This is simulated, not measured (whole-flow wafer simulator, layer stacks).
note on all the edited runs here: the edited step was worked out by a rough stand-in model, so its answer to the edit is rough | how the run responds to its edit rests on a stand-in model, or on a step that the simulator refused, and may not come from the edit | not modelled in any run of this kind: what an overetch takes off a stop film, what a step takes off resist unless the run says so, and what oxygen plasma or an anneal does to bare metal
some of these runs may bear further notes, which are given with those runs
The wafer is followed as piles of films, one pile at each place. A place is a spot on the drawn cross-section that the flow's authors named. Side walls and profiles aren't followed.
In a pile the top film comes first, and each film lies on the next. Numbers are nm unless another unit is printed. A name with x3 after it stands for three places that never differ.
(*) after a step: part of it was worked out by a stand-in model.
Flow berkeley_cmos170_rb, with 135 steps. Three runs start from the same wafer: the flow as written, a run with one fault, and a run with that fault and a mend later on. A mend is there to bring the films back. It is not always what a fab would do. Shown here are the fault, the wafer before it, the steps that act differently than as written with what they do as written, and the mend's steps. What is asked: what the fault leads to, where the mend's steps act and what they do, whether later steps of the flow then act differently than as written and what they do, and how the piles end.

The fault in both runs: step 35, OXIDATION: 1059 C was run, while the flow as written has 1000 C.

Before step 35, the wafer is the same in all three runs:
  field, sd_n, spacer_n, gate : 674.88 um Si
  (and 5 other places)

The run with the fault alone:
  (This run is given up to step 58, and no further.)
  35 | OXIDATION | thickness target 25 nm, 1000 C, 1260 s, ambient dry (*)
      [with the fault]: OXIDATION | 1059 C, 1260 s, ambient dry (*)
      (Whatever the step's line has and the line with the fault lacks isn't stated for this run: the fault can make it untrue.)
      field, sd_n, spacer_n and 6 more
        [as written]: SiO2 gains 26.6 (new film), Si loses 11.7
        [with the fault]: SiO2 gains 43.7 (new film), Si loses 19.2
  Later steps of the flow acting differently than as written:
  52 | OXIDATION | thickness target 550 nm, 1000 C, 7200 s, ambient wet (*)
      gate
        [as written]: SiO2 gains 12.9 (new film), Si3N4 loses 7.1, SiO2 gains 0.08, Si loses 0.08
        [with the fault]: SiO2 gains 12.9 (new film), Si3N4 loses 7.1
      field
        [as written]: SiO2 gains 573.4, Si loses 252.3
        [with the fault]: SiO2 gains 561.8, Si loses 247.2
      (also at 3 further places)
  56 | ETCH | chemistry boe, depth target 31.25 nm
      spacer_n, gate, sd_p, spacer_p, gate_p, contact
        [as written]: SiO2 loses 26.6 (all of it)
        [with the fault]: SiO2 loses 31.2
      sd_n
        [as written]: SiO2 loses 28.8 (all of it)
        [with the fault]: SiO2 loses 31.3
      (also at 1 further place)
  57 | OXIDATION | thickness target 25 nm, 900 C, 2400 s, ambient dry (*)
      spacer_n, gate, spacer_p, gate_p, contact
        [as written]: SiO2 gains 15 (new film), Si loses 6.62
        [with the fault]: SiO2 gains 11.6, Si loses 5.08
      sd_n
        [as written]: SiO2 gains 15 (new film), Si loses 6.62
        [with the fault]: SiO2 gains 9.81, Si loses 4.31
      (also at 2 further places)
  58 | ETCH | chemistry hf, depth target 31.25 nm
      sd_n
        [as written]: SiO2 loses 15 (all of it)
        [with the fault]: SiO2 loses 31.3
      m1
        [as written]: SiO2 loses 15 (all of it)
        [with the fault]: SiO2 loses 31.2
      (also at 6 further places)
  Once step 58 is done, the piles at sd_n, m1 depart from the flow's by more than 2% or 0.5 nm, whichever is larger.
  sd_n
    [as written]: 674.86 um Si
    [with the fault]: 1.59 nm SiO2 on 674.85 um Si
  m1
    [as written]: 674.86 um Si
    [with the fault]: 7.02 nm SiO2 on 674.85 um Si

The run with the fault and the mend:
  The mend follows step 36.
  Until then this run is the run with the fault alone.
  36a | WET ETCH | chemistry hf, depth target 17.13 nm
      field, sd_n, spacer_n and 6 more
        SiO2 loses 17.1
  None of the later steps of the flow differs from how it acts as written, at any place that is followed, by more than 2% or 0.5 nm, whichever is larger.
  When the end is reached, the piles differ only a little from the flow's at the places that both follow, at most by 2% or 0.5 nm, whichever is larger.
